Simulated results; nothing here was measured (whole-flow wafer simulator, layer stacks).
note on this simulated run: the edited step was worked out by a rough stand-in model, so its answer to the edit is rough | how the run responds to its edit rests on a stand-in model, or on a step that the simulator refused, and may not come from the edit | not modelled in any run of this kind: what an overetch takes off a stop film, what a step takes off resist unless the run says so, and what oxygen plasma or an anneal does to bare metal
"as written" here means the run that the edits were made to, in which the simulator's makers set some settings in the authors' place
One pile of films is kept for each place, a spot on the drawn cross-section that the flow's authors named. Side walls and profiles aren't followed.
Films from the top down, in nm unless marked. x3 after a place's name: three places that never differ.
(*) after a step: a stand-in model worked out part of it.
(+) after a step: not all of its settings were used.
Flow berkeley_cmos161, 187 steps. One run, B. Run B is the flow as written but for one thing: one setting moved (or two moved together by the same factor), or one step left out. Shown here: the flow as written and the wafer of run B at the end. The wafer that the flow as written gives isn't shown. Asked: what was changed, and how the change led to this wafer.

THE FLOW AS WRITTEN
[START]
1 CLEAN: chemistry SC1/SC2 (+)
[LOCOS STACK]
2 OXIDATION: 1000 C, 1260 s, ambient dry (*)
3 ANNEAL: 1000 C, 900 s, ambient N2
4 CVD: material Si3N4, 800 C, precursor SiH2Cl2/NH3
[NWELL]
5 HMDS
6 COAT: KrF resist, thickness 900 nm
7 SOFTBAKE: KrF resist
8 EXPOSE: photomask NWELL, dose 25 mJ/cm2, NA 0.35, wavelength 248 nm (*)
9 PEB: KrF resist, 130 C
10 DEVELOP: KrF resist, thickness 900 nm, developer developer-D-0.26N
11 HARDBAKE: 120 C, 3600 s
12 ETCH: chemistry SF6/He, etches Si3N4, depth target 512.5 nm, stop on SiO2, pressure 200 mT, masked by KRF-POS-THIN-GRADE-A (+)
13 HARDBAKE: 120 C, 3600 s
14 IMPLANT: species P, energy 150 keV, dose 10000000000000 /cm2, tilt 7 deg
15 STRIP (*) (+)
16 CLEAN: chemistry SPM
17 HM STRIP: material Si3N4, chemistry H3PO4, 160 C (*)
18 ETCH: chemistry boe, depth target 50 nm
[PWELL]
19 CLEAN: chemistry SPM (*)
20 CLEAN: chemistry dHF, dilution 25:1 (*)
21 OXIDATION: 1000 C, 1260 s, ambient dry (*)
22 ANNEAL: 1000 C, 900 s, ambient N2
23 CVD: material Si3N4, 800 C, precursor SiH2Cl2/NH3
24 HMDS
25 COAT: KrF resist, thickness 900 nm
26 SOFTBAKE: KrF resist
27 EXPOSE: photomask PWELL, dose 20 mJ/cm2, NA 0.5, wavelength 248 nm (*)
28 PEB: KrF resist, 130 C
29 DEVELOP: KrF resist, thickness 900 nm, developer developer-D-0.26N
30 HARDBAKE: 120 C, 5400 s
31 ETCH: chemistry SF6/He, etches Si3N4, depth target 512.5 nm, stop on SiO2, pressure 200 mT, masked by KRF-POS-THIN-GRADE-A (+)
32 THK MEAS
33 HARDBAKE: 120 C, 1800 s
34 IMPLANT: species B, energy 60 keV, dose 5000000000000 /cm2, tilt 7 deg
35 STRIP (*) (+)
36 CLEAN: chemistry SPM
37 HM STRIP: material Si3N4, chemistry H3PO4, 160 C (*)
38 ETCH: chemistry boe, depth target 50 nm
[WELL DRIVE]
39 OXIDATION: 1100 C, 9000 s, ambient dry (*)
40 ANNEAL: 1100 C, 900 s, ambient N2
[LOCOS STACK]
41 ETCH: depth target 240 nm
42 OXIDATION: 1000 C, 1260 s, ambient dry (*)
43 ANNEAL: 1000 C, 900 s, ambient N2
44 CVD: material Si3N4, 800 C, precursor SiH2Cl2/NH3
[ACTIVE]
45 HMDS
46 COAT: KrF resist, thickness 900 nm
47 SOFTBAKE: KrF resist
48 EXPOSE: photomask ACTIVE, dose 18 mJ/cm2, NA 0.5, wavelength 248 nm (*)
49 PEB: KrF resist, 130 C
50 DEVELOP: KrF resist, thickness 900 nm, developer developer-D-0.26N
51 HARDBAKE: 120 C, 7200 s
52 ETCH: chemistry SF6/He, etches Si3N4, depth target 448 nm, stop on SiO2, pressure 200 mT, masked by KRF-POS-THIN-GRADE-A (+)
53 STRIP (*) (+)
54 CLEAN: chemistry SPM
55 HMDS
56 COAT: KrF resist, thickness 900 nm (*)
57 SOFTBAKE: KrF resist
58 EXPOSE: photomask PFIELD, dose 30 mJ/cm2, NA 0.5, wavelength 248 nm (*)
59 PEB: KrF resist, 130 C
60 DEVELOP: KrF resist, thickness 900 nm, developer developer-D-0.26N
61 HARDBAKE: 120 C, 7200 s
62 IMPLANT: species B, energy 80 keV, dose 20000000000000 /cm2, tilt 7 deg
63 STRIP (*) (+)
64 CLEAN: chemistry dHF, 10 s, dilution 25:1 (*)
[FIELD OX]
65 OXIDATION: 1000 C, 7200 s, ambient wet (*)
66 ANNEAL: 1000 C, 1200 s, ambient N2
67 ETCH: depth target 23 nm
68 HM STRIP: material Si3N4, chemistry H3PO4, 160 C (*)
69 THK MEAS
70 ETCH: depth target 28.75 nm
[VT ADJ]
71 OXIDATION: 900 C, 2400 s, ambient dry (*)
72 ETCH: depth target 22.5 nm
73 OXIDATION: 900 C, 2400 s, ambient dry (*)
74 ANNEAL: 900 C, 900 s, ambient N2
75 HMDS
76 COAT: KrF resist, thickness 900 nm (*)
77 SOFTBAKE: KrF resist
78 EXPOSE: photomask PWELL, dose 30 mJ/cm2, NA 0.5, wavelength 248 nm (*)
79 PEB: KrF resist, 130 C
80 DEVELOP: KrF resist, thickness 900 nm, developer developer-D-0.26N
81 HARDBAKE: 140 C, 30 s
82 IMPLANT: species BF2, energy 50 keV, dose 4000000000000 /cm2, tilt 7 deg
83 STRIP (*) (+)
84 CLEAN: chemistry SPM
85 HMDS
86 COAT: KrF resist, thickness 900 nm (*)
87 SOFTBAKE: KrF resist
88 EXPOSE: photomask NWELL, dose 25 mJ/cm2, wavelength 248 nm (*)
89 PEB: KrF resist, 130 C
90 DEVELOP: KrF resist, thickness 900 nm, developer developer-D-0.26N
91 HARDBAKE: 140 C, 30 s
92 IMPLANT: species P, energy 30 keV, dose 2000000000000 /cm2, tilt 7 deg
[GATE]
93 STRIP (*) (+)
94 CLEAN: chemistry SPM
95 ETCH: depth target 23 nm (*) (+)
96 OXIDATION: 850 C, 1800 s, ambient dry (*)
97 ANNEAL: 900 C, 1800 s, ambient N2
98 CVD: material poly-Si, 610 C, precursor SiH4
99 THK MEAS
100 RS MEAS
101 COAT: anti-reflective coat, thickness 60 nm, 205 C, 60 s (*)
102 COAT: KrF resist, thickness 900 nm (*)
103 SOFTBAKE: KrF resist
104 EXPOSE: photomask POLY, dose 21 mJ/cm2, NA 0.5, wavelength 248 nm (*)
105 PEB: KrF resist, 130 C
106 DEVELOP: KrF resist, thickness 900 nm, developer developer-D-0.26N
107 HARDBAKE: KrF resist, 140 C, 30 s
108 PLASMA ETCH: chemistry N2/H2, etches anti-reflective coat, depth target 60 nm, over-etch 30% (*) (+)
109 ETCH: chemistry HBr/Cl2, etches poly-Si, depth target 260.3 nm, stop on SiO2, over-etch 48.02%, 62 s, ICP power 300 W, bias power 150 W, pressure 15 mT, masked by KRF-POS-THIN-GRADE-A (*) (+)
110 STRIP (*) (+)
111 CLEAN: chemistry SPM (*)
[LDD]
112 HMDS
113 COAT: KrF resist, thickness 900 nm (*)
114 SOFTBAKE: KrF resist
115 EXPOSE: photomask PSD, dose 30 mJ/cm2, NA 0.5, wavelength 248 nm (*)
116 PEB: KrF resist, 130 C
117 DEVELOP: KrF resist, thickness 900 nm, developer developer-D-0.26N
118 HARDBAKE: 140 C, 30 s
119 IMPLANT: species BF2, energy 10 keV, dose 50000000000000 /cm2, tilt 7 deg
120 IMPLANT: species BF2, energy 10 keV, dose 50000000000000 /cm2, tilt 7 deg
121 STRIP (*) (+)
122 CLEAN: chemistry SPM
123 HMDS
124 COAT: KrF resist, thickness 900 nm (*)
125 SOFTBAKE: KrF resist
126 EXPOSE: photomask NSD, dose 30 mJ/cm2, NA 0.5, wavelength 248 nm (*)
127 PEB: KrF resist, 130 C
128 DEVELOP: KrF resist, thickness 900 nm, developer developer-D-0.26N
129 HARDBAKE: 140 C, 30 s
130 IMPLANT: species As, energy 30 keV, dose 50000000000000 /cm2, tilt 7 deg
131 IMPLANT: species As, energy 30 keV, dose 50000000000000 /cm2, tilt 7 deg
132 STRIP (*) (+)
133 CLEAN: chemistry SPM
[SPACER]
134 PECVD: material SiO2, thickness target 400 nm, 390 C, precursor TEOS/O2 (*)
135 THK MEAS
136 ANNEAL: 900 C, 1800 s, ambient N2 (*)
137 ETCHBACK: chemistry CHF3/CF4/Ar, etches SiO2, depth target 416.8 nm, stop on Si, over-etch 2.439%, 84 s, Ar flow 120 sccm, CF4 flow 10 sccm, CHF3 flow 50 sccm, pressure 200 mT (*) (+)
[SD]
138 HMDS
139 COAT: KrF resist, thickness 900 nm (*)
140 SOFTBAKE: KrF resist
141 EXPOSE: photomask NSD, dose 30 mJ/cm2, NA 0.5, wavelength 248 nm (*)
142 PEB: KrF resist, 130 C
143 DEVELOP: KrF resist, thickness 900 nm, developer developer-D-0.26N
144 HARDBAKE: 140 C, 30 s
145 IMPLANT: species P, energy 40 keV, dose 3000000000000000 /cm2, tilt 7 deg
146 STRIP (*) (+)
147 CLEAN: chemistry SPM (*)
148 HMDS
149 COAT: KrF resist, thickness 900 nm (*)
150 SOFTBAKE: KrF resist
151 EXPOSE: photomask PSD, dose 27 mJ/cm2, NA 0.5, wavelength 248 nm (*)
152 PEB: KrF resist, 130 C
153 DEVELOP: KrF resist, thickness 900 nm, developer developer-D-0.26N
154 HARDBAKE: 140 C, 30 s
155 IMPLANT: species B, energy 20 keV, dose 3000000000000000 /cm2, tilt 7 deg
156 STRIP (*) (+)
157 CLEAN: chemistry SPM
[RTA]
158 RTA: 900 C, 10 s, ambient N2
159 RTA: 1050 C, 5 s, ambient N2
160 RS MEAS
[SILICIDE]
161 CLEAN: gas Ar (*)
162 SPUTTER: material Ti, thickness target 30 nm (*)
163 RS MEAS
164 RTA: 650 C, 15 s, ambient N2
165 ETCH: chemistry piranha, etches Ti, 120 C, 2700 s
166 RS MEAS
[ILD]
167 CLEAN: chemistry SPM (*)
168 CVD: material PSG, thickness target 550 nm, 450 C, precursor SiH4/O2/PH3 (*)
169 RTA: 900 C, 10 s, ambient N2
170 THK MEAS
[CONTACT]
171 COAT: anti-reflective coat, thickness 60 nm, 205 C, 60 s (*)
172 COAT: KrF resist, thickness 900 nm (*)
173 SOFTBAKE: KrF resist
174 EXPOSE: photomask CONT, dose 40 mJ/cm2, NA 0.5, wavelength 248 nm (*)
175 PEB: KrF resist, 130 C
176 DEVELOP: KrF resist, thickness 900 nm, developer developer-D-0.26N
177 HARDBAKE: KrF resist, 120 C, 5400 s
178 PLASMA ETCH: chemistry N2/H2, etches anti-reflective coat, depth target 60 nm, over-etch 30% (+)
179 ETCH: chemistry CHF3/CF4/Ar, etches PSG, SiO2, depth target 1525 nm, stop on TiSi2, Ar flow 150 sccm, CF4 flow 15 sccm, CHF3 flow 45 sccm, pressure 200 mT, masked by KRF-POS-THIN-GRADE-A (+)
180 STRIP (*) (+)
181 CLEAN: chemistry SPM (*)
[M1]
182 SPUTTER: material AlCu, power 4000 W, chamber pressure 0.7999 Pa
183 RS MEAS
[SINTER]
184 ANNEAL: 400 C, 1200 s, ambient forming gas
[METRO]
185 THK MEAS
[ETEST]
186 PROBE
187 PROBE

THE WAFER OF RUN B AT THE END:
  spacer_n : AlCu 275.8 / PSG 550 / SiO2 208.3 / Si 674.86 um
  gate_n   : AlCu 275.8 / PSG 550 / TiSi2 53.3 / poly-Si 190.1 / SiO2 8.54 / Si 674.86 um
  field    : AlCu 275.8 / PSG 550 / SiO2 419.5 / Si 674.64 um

The cause: step 95, ETCH: depth target 11.89 nm was run, where the flow has depth target 23 nm.

How the change led to this, step by step:
  95 ETCH: depth target 23 nm (*) (+)
      sd_n, spacer_n, gate_n, sd_p, spacer_p, gate_p, contact, m1: SiO2 -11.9 (as written it would be: SiO2 -14.9 (all of it))
      field: SiO2 -11.9 (as written it would be: SiO2 -23)
  96 OXIDATION: 850 C, 1800 s, ambient dry (*)
      sd_n, spacer_n, gate_n, sd_p, spacer_p, gate_p, contact, m1: SiO2 +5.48, Si -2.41 (as written it would be: SiO2 +7.48 (new film), Si -3.29)
  101 COAT: anti-reflective coat, thickness 60 nm, 205 C, 60 s (*)
      sd_n: anti-reflective coat +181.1 (new film) (as written it would be: anti-reflective coat +173.5 (new film))
      spacer_n: anti-reflective coat +27 (new film) (as written it would be: anti-reflective coat +28.7 (new film))
      (and at 4 more places)
  108 PLASMA ETCH: chemistry N2/H2, etches anti-reflective coat, depth target 60 nm, over-etch 30% (*) (+)
      sd_n: anti-reflective coat -181.1 (all of it), poly-Si -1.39 (as written it would be: anti-reflective coat -173.5 (all of it), poly-Si -1.33)
      spacer_n: anti-reflective coat -27 (all of it), poly-Si -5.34 (as written it would be: anti-reflective coat -28.7 (all of it), poly-Si -5.05)
      (and at 2 more places)
  110 STRIP (*) (+)
      gate_n: chemical SiO2 +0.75 (new film), KrF resist -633 (all of it), anti-reflective coat -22 (all of it), poly-Si -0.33 (as written it would be: chemical SiO2 +0.75 (new film), KrF resist -626.8 (all of it), anti-reflective coat -23.7 (all of it), poly-Si -0.33)
      gate_p: chemical SiO2 +0.75 (new film), KrF resist -601.8 (all of it), anti-reflective coat -27 (all of it), poly-Si -0.33 (as written it would be: chemical SiO2 +0.75 (new film), KrF resist -598.2 (all of it), anti-reflective coat -27.9 (all of it), poly-Si -0.33)
  171 COAT: anti-reflective coat, thickness 60 nm, 205 C, 60 s (*)
      sd_n: anti-reflective coat +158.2 (new film) (as written it would be: anti-reflective coat +149.7 (new film))
      m1: anti-reflective coat +100.4 (new film) (as written it would be: anti-reflective coat +97.8 (new film))
  180 STRIP (*) (+)
      sd_n: KrF resist -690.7 (all of it), anti-reflective coat -158.2 (all of it) (as written it would be: KrF resist -692.5 (all of it), anti-reflective coat -149.7 (all of it))
      m1: KrF resist -743.6 (all of it), anti-reflective coat -100.4 (all of it) (as written it would be: KrF resist -739.9 (all of it), anti-reflective coat -97.8 (all of it))
